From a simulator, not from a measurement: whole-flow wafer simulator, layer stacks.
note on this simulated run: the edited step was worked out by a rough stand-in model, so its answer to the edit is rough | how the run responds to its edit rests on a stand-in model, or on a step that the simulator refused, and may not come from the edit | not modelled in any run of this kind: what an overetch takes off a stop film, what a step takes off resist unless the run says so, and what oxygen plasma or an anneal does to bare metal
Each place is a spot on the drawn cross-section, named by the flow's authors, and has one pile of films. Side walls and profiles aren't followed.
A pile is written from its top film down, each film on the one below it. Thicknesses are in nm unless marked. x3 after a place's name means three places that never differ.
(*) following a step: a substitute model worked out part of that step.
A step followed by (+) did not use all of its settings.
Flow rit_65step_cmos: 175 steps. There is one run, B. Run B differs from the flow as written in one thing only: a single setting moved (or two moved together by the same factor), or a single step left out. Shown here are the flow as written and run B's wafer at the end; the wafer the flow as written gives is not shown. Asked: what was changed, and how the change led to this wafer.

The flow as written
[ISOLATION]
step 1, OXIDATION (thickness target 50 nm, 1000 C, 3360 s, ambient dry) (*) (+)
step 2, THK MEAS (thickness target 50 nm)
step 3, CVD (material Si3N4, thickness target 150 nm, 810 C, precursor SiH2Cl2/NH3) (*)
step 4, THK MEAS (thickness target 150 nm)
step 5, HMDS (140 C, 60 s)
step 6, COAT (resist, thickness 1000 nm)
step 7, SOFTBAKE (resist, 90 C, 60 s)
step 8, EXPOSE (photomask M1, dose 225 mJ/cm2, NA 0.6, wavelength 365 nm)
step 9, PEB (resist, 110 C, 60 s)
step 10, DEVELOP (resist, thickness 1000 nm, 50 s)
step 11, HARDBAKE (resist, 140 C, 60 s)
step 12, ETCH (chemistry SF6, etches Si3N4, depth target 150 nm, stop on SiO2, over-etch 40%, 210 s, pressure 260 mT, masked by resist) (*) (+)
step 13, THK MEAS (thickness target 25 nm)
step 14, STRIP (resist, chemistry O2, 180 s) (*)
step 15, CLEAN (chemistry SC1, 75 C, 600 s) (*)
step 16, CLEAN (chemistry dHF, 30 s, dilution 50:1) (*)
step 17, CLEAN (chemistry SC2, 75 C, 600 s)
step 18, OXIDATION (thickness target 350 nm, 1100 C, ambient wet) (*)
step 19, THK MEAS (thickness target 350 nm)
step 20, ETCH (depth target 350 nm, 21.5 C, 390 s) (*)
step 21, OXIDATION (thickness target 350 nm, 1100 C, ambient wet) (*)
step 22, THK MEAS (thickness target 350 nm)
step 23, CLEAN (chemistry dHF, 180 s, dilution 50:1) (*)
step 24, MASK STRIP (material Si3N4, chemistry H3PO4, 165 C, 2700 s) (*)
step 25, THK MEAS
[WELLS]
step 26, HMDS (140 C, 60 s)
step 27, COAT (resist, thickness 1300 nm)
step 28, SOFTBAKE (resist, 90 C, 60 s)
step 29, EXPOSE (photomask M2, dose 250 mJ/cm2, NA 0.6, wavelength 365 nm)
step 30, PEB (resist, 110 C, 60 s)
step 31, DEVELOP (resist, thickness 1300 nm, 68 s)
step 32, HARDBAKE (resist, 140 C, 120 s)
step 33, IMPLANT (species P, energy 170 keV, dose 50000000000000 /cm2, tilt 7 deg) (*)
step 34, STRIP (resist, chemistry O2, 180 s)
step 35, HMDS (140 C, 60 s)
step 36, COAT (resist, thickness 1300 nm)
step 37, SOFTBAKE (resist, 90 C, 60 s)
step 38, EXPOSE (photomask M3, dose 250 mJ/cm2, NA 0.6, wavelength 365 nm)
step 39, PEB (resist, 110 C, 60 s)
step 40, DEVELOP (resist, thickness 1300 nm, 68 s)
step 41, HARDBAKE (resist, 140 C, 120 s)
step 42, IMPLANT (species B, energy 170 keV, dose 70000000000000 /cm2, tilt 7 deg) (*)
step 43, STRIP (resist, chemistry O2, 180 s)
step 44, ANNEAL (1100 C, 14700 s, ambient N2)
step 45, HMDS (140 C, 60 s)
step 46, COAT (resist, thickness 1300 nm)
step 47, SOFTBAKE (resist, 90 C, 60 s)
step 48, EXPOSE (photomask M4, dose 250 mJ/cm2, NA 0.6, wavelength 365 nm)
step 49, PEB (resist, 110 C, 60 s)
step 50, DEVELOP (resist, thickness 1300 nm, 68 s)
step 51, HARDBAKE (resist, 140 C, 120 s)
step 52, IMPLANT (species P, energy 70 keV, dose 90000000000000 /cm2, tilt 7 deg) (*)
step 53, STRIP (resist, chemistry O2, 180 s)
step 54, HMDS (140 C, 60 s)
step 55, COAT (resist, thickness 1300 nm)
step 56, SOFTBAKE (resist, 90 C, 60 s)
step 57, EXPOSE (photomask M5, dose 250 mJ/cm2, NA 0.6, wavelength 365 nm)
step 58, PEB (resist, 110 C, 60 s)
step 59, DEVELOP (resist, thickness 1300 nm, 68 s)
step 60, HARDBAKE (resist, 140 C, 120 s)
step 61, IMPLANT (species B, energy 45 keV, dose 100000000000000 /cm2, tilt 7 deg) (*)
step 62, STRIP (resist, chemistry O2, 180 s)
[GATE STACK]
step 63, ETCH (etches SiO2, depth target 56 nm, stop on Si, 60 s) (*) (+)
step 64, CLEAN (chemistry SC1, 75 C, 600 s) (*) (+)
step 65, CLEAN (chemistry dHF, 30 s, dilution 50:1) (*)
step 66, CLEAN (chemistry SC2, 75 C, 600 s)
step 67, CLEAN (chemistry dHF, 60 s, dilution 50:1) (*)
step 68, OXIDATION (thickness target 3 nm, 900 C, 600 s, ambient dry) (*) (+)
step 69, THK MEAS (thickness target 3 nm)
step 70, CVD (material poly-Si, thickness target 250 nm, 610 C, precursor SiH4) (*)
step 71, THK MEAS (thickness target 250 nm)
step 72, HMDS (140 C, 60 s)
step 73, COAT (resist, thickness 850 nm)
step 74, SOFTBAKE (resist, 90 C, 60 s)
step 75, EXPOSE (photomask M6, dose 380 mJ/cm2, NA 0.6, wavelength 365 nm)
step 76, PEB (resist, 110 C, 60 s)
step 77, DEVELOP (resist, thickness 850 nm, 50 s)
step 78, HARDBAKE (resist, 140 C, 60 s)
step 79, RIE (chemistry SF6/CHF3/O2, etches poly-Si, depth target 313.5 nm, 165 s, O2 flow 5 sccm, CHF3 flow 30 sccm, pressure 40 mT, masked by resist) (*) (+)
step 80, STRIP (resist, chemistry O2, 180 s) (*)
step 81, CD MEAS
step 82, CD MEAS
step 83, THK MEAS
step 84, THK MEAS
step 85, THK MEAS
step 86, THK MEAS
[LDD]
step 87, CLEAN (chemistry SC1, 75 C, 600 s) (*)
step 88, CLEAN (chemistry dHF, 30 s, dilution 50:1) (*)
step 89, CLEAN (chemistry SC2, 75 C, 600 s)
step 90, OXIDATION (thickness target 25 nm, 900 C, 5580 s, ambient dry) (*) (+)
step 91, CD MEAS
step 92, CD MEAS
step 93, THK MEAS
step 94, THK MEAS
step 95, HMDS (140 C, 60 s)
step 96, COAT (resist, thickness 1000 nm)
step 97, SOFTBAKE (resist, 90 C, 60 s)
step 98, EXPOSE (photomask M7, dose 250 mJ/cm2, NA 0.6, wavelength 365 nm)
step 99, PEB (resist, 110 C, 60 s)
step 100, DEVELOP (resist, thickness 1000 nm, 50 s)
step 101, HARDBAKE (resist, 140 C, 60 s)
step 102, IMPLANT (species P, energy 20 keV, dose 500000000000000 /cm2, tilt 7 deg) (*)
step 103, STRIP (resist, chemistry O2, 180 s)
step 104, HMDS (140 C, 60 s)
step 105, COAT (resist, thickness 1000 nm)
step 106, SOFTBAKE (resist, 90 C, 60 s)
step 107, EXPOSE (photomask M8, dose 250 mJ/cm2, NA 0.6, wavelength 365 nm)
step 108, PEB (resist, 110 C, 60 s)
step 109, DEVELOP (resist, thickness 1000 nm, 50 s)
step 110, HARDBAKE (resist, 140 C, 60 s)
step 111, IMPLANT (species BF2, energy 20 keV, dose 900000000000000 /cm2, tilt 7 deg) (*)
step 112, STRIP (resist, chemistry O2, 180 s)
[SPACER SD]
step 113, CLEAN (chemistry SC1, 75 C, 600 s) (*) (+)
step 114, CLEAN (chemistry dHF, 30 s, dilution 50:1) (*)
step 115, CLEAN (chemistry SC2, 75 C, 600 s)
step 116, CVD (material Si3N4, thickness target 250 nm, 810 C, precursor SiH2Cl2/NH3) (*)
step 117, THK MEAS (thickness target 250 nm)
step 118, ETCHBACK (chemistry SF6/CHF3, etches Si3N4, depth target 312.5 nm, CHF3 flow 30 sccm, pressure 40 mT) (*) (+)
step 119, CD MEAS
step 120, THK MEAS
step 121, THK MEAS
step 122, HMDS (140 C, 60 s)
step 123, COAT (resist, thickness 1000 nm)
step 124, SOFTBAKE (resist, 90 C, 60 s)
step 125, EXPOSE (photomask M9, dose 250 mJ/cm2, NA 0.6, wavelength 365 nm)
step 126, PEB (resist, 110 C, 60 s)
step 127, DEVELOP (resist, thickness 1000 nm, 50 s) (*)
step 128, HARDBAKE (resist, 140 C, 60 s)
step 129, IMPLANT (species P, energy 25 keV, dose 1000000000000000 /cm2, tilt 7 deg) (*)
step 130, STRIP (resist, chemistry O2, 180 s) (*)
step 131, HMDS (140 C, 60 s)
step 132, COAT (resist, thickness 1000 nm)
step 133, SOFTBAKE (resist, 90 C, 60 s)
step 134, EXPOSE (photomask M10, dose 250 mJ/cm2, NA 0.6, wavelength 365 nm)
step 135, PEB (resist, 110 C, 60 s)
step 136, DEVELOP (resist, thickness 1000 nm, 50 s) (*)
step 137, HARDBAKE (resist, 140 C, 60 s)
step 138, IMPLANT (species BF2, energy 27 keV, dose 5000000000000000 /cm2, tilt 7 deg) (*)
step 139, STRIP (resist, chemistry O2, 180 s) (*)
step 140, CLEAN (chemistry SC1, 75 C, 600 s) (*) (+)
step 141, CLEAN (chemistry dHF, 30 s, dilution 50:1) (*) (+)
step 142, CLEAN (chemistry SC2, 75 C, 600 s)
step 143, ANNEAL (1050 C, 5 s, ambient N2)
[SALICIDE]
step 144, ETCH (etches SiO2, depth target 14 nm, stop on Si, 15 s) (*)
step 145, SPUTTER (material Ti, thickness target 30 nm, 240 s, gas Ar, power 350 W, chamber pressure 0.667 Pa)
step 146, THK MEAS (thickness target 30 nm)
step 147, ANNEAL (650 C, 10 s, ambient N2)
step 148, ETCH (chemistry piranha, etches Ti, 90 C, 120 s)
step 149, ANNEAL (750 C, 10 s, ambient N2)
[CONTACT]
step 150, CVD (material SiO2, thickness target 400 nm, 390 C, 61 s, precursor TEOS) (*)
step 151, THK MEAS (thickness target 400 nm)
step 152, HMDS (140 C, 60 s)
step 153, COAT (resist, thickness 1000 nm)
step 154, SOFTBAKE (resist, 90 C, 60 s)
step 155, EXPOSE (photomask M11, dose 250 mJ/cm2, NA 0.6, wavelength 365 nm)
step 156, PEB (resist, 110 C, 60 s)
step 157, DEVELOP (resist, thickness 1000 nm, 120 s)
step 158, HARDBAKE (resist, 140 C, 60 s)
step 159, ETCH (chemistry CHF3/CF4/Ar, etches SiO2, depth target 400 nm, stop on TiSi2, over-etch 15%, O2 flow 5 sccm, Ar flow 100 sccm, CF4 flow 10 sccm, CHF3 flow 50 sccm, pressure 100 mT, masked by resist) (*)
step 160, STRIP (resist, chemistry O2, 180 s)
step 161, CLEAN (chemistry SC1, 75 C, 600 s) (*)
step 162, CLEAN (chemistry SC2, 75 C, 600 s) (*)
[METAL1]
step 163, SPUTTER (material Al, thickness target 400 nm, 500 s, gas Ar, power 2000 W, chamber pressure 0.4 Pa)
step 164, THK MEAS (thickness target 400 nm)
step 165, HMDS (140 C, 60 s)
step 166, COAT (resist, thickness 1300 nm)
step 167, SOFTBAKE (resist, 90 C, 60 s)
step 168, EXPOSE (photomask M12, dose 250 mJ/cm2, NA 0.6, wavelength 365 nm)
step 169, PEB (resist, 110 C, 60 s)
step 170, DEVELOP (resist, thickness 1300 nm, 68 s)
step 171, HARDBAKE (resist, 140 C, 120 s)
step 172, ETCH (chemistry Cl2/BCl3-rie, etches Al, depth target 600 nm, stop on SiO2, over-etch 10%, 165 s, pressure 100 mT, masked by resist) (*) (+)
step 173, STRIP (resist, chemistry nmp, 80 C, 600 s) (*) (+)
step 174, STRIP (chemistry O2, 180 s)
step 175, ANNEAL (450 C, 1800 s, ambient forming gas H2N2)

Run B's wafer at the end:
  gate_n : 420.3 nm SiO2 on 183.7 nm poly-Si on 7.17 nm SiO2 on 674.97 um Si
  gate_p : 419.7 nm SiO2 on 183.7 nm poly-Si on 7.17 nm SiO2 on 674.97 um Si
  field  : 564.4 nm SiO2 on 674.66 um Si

The reason: step 90, OXIDATION: 1080 C was run, whereas the flow has 900 C.

Step by step, how the change led to this:
  step 90, OXIDATION (thickness target 25 nm, 900 C, 5580 s, ambient dry) (*) (+)
      active_n, active_p, spacer, spacer_p, sd_n, sd_p, contact, m1: +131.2 SiO2 (new film), -0.4 chemical SiO2 (all of it), -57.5 Si (in the flow as written it would be: +26.5 SiO2 (new film), -0.4 chemical SiO2 (all of it), -11.5 Si)
      field, field_pw: +51.4 SiO2, -22.6 Si (in the flow as written it would be: +6.57 SiO2, -2.89 Si)
      (and at 4 other places as well)
  step 96, COAT (resist, thickness 1000 nm)
      field: +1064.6 resist (new film) (in the flow as written it would be: +1039.8 resist (new film))
      field_p: +1070.6 resist (new film) (in the flow as written it would be: +1046.3 resist (new film))
  step 99, PEB (resist, 110 C, 60 s)
      field: -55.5 resist (in the flow as written it would be: -54 resist)
      field_nw: -54.9 resist (in the flow as written it would be: -53.8 resist)
      (and at 1 other place as well)
  step 100, DEVELOP (resist, thickness 1000 nm, 50 s)
      field: -1009.1 resist (all of it) (in the flow as written it would be: -985.8 resist (all of it))
  step 101, HARDBAKE (resist, 140 C, 60 s)
      field_nw: -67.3 resist (in the flow as written it would be: -65.8 resist)
      field_p: -68.5 resist (in the flow as written it would be: -66.5 resist)
  step 103, STRIP (resist, chemistry O2, 180 s)
      field_p: -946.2 resist (all of it) (in the flow as written it would be: -925.5 resist (all of it))
  step 105, COAT (resist, thickness 1000 nm)
      field: +1064.6 resist (new film) (in the flow as written it would be: +1039.8 resist (new film))
      field_p: +1070.6 resist (new film) (in the flow as written it would be: +1046.3 resist (new film))
  step 108, PEB (resist, 110 C, 60 s)
      field: -55.5 resist (in the flow as written it would be: -54 resist)
      field_nw: -54.9 resist (in the flow as written it would be: -53.8 resist)
      (and at 1 other place as well)
  step 109, DEVELOP (resist, thickness 1000 nm, 50 s)
      field_p: -1014.8 resist (all of it) (in the flow as written it would be: -992 resist (all of it))
  step 110, HARDBAKE (resist, 140 C, 60 s)
      field: -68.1 resist (in the flow as written it would be: -66.1 resist)
      field_nw: -67.3 resist (in the flow as written it would be: -65.8 resist)
  step 112, STRIP (resist, chemistry O2, 180 s)
      field: -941 resist (all of it) (in the flow as written it would be: -919.7 resist (all of it))
  step 118, ETCHBACK (chemistry SF6/CHF3, etches Si3N4, depth target 312.5 nm, CHF3 flow 30 sccm, pressure 40 mT) (*) (+)
      gate_n: -250 Si3N4 (all of it), -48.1 SiO2 (in the flow as written it would be: -250 Si3N4 (all of it), -16.3 SiO2 (all of it), -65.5 poly-Si)
      gate_p: -250 Si3N4 (all of it), -48.1 SiO2 (in the flow as written it would be: -250 Si3N4 (all of it), -15.7 SiO2 (all of it), -66.7 poly-Si)
      (and at 2 other places as well)
  step 123, COAT (resist, thickness 1000 nm)
      gate_n: +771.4 resist (new film) (in the flow as written it would be: +835 resist (new film))
      gate_p: +771.7 resist (new film) (in the flow as written it would be: +836.1 resist (new film))
      (and at 2 other places as well)
  step 126, PEB (resist, 110 C, 60 s)
      gate_n, gate_p: -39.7 resist (in the flow as written it would be: -43.1 resist)
      spacer: -40.3 resist (in the flow as written it would be: -41.9 resist)
      (and at 1 other place as well)
  step 127, DEVELOP (resist, thickness 1000 nm, 50 s) (*)
      gate_n: -731.8 resist (all of it) (in the flow as written it would be: -791.9 resist (all of it))
      spacer: -743.7 resist (all of it) (in the flow as written it would be: -772.3 resist (all of it))
  step 128, HARDBAKE (resist, 140 C, 60 s)
      gate_p: -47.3 resist (in the flow as written it would be: -51.9 resist)
      spacer_p: -48.2 resist (in the flow as written it would be: -50.4 resist)
  ... 20 other steps ...
  step 170, DEVELOP (resist, thickness 1300 nm, 68 s)
      gate_n: -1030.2 resist (all of it) (in the flow as written it would be: -1072.6 resist (all of it))
      gate_p: -1034.1 resist (all of it) (in the flow as written it would be: -1076.3 resist (all of it))
      (and at 2 other places as well)
